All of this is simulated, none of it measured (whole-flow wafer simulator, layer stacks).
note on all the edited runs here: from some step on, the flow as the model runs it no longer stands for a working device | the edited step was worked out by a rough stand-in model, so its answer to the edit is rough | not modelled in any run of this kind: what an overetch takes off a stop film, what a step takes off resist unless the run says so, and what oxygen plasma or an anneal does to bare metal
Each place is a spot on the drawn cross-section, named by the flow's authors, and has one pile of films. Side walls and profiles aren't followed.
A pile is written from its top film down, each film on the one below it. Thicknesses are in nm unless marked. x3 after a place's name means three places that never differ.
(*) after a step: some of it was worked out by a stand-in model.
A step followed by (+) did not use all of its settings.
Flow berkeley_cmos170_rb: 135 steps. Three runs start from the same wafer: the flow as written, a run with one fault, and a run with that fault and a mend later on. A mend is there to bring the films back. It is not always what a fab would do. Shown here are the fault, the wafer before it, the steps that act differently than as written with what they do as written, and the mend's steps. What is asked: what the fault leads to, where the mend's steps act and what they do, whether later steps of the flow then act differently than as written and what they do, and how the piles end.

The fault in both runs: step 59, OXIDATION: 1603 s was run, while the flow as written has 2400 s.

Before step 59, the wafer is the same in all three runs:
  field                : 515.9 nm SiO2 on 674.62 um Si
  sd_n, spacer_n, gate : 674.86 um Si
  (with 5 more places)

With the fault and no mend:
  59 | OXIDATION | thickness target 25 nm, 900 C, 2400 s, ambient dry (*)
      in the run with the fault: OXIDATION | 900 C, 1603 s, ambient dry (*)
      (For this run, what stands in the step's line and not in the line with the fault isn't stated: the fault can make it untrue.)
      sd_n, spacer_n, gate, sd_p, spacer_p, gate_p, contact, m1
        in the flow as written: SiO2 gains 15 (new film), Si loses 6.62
        in the run with the fault: SiO2 gains 11.7 (new film), Si loses 5.13
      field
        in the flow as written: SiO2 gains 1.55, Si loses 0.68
        in the run with the fault: SiO2 gains 1.03, Si loses 0.45
  Steps later in the flow that act otherwise than as written (30 other steps are not shown; they differ only slightly, by no more than 2% or 0.5 nm, whichever is larger):
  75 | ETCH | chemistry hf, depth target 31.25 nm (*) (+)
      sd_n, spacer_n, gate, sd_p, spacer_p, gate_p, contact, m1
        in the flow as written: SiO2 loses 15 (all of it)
        in the run with the fault: SiO2 loses 11.7 (all of it)
  The piles end only slightly different from the flow's at the places that both follow, by no more than 2% or 0.5 nm, whichever is larger.

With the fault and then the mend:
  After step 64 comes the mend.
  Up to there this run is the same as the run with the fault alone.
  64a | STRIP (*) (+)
      sd_p
        KrF resist loses 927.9 (all of it)
      spacer_p
        KrF resist loses 911.1 (all of it)
      gate_p
        KrF resist loses 910.3 (all of it)
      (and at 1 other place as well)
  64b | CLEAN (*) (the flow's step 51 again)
      alters no film at any place that is followed
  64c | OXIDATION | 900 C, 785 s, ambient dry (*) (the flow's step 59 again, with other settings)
      sd_n, spacer_n, gate, sd_p, spacer_p, gate_p, contact, m1
        SiO2 gains 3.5, Si loses 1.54
      field
        SiO2 gains 0.51, Si loses 0.22
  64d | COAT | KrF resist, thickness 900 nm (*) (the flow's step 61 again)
      field
        KrF resist gains 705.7 (new film)
      sd_n
        KrF resist gains 957.4 (new film)
      spacer_n
        KrF resist gains 924.9 (new film)
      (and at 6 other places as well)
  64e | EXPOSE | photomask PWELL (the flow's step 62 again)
      alters no film at any place that is followed
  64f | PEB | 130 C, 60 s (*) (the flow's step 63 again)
      alters no film at any place that is followed
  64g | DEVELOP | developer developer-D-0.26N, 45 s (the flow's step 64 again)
      sd_p, spacer_p, gate_p, m1
        KrF resist loses 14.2
      field
        KrF resist loses 705.7 (all of it)
      sd_n
        KrF resist loses 957.4 (all of it)
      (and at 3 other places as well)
  None of the later steps of the flow differs from how it acts as written, at any place that is followed, by more than 2% or 0.5 nm, whichever is larger.
  The piles end only slightly different from the flow's at the places that both follow, by no more than 2% or 0.5 nm, whichever is larger.
